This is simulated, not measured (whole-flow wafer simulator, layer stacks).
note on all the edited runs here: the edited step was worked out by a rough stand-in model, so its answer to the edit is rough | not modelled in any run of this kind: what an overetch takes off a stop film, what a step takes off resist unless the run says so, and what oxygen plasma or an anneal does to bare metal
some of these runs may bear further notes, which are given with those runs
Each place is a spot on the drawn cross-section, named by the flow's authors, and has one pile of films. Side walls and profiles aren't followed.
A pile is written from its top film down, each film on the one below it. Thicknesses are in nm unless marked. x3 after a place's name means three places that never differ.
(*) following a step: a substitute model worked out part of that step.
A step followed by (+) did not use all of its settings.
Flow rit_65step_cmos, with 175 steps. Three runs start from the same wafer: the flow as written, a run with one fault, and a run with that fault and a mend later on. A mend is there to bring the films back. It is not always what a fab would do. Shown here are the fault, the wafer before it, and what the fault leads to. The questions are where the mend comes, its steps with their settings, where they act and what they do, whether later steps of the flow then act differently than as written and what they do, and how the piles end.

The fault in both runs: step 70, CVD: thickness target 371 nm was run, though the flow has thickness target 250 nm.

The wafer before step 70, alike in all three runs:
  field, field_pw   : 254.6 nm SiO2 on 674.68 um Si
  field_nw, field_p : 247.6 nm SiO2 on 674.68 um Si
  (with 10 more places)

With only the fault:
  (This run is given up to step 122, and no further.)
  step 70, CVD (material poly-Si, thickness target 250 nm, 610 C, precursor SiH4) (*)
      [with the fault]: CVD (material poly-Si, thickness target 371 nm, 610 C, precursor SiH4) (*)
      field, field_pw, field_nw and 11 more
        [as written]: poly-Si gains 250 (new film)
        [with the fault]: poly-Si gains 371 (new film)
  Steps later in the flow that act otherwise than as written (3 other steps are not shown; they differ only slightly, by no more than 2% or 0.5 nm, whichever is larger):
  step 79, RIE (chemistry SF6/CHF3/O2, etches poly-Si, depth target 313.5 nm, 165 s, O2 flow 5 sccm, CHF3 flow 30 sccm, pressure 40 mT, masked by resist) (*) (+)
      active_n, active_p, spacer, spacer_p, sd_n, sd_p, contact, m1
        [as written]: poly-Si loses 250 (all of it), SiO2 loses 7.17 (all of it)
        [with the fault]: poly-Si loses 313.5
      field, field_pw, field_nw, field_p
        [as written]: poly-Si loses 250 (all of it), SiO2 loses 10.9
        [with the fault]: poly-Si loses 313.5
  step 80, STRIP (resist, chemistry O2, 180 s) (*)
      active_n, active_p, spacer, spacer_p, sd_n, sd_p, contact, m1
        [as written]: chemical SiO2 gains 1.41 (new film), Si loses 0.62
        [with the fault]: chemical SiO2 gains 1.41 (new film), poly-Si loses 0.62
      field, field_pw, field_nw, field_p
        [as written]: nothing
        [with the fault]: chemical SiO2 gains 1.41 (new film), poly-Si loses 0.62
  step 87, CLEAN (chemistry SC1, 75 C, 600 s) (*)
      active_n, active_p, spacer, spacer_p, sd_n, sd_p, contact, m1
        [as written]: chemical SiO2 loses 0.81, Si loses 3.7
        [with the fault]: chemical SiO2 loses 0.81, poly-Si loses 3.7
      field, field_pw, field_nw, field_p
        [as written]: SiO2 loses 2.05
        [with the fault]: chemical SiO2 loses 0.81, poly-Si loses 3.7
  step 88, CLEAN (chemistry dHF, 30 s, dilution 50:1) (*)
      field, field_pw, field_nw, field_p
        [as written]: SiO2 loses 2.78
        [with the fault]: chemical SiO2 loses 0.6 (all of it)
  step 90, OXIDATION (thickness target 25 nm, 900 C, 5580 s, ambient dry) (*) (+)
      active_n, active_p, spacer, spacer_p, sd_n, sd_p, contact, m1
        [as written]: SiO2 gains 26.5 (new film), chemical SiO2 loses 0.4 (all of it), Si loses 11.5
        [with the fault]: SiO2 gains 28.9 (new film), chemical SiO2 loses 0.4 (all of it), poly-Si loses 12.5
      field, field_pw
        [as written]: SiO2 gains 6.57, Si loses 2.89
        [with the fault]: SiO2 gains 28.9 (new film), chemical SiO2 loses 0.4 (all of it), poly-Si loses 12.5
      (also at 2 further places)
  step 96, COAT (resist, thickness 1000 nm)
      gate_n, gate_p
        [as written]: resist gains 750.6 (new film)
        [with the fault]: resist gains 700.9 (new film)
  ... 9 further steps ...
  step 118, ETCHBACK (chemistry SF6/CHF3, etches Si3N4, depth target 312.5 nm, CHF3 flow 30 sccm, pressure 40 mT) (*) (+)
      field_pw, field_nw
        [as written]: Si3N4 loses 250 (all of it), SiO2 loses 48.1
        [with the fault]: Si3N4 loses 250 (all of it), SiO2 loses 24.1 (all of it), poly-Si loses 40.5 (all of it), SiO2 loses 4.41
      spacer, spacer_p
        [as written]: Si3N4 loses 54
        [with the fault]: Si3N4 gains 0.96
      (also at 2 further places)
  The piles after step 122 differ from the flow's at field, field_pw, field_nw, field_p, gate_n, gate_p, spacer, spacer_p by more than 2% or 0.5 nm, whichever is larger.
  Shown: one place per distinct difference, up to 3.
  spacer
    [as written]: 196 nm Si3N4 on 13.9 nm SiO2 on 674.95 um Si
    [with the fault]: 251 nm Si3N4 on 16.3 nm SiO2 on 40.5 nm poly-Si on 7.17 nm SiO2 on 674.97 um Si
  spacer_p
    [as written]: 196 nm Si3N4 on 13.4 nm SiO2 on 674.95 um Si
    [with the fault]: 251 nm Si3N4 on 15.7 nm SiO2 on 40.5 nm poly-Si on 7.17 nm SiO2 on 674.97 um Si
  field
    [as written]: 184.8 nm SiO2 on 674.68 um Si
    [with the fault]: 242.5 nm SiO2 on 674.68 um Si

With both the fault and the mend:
  The mend stands after step 71.
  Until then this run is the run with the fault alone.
  step 71a, ETCH (chemistry tmah, depth target 426.6 nm)
      field, field_pw, field_nw and 11 more
        poly-Si loses 371 (all of it)
  step 71b, CLEAN (chemistry SC2, 75 C, 600 s) (a further turn of the flow's step 66)
      leaves every film unchanged at each place that is followed
  step 71c, CVD (material poly-Si, thickness target 250 nm, 610 C, precursor SiH4) (*) (a further turn of the flow's step 70)
      field, field_pw, field_nw and 11 more
        poly-Si gains 250 (new film)
  None of the later steps of the flow acts differently than as written at any place that is followed.
  By the end, the piles equal the flow's at every place that both follow.
